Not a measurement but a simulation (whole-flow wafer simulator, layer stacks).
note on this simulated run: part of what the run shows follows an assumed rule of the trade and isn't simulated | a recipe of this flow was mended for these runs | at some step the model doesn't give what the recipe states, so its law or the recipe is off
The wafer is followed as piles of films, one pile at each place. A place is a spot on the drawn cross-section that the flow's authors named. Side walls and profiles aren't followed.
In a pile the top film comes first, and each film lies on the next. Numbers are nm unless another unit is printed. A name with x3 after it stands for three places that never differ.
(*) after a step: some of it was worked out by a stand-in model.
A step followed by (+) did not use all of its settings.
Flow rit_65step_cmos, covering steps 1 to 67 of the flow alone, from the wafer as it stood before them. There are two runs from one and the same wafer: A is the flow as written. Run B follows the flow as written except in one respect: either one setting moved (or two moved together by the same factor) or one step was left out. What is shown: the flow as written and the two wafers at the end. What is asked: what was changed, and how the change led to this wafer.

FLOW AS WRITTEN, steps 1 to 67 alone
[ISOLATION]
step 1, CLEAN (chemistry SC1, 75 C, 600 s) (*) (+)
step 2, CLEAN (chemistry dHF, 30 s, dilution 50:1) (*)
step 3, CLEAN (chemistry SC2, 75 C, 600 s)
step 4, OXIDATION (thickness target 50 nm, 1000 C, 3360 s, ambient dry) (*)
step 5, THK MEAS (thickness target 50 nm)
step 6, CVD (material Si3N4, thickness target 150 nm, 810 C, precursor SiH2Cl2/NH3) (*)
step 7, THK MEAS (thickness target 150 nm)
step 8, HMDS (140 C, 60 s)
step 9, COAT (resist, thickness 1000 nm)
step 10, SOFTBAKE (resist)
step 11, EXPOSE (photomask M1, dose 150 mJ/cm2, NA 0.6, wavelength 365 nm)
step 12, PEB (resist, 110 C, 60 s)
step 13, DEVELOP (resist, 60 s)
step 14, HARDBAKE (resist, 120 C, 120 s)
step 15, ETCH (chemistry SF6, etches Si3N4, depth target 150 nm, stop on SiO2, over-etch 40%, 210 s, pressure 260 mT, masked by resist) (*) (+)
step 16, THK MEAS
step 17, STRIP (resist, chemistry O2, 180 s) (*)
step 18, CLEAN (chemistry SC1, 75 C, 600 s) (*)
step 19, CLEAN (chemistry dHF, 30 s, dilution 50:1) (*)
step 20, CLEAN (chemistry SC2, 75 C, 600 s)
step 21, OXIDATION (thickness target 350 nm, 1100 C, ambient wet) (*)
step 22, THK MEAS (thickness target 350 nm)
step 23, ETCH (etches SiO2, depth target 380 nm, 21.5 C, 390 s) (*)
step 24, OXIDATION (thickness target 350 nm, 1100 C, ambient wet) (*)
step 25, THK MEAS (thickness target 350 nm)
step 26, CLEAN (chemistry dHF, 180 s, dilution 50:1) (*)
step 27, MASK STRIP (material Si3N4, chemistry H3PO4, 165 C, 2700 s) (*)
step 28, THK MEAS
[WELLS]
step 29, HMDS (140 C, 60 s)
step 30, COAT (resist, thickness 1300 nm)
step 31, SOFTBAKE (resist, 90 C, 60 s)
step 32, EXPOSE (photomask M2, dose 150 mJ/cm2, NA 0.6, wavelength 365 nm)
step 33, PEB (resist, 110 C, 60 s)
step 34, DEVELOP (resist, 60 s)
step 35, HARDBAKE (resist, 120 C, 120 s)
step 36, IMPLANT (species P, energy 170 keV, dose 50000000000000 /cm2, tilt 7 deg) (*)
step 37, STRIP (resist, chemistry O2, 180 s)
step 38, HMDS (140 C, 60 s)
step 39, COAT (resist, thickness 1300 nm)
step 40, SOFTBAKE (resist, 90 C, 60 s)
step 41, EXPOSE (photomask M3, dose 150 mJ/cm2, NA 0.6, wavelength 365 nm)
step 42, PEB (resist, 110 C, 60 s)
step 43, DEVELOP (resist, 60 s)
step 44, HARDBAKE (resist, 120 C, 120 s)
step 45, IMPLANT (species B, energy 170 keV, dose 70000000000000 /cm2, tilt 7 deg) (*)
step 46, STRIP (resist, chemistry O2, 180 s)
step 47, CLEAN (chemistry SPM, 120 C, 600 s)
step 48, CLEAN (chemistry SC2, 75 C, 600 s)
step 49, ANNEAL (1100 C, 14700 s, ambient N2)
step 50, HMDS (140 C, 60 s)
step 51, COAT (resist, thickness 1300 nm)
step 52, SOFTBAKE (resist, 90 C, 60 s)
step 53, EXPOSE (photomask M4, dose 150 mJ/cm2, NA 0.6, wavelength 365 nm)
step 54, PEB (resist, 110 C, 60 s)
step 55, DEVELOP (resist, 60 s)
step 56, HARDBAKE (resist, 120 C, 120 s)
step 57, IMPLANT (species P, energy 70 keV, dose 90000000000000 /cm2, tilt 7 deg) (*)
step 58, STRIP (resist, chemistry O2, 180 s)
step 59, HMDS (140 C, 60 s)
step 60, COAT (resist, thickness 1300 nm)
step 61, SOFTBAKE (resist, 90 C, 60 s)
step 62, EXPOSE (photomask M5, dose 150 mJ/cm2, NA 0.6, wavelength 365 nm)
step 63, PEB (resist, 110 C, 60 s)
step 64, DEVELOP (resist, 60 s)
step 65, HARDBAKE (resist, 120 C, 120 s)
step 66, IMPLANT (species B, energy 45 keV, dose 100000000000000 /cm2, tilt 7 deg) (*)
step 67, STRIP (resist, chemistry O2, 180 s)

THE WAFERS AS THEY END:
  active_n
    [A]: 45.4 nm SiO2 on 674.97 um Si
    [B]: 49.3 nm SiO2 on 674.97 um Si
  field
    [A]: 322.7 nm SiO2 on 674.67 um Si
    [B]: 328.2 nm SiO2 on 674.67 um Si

The reason: step 27, MASK STRIP: 155 C was run, though the flow has 165 C.

The path from the change to this, step by step:
  step 27, MASK STRIP (material Si3N4, chemistry H3PO4, 165 C, 2700 s) (*)
      active_n, active_p, gate_n and 7 more: A Si3N4 loses 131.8 (all of it), SiO2 loses 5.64 | B Si3N4 loses 131.8 (all of it), SiO2 loses 1.73
      field, field_pw, field_nw, field_p: A SiO2 loses 10.7 | B SiO2 loses 5.09
